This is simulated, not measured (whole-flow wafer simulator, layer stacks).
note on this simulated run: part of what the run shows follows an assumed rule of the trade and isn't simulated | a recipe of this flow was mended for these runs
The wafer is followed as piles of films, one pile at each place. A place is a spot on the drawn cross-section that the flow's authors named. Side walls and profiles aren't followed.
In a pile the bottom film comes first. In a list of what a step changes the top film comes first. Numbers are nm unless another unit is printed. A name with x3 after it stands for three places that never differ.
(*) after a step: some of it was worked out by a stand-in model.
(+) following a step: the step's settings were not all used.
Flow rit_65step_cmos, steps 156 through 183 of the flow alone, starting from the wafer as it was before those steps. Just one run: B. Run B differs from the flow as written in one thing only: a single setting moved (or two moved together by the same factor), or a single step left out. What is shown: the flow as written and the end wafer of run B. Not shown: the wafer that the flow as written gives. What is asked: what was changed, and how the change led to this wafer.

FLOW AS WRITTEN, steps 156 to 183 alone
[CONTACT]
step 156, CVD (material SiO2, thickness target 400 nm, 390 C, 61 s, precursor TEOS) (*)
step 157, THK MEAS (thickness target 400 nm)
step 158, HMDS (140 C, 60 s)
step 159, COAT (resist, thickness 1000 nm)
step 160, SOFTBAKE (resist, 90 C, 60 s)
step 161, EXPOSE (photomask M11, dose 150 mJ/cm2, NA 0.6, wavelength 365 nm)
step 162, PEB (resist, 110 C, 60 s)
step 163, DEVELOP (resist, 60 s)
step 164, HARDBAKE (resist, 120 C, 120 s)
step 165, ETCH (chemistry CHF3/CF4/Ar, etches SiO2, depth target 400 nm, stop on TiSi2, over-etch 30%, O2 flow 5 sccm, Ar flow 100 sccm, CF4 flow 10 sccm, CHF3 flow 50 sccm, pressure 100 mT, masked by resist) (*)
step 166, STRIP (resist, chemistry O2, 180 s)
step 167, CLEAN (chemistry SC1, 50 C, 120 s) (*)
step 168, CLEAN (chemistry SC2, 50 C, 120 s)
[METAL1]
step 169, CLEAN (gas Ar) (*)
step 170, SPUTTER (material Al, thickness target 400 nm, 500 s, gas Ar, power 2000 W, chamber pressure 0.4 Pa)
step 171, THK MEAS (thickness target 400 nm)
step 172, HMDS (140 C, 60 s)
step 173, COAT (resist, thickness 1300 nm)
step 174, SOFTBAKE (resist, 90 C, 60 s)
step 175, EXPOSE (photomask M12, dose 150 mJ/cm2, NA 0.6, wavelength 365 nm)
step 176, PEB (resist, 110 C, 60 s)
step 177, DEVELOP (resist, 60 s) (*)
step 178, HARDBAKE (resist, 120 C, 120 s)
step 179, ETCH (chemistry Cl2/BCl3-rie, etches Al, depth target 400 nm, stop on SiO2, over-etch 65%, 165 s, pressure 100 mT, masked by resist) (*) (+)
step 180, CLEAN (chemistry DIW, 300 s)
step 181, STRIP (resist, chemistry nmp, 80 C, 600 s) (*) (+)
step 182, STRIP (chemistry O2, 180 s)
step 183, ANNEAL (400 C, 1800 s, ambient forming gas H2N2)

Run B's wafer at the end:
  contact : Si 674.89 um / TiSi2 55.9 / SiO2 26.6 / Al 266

Cause: step 165, ETCH: depth target 283 nm was run, though the flow has depth target 400 nm.

Step by step, how the change led to this:
  step 165, ETCH (chemistry CHF3/CF4/Ar, etches SiO2, depth target 400 nm, stop on TiSi2, over-etch 30%, O2 flow 5 sccm, Ar flow 100 sccm, CF4 flow 10 sccm, CHF3 flow 50 sccm, pressure 100 mT, masked by resist) (*)
      contact: SiO2 loses 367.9 (as written it would have been: SiO2 loses 400 (all of it), TiSi2 loses 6)
      field, field_pw, field_nw and 10 more: resist loses 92 (as written it would have been: resist loses 130)
  step 166, STRIP (resist, chemistry O2, 180 s)
      active_n, active_p: resist loses 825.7 (all of it) (as written it would have been: resist loses 787.7 (all of it))
      field: resist loses 885.1 (all of it) (as written it would have been: resist loses 847 (all of it))
      (as well as at 10 more places)
  step 169, CLEAN (gas Ar) (*)
      contact: SiO2 loses 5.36 (as written it would have been: TiSi2 loses 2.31)
  step 170, SPUTTER (material Al, thickness target 400 nm, 500 s, gas Ar, power 2000 W, chamber pressure 0.4 Pa)
      contact: Al gains 266 (new film) (as written it would have been: Al gains 255.4 (new film))
  step 173, COAT (resist, thickness 1300 nm)
      contact: resist gains 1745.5 (new film) (as written it would have been: resist gains 1785.1 (new film))
  step 176, PEB (resist, 110 C, 60 s)
      contact: resist loses 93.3 (as written it would have been: resist loses 95.5)
  step 178, HARDBAKE (resist, 120 C, 120 s)
      contact: resist loses 60.6 (as written it would have been: resist loses 62.1)
  step 181, STRIP (resist, chemistry nmp, 80 C, 600 s) (*) (+)
      contact: resist loses 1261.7 (all of it) (as written it would have been: resist loses 1297.5 (all of it))
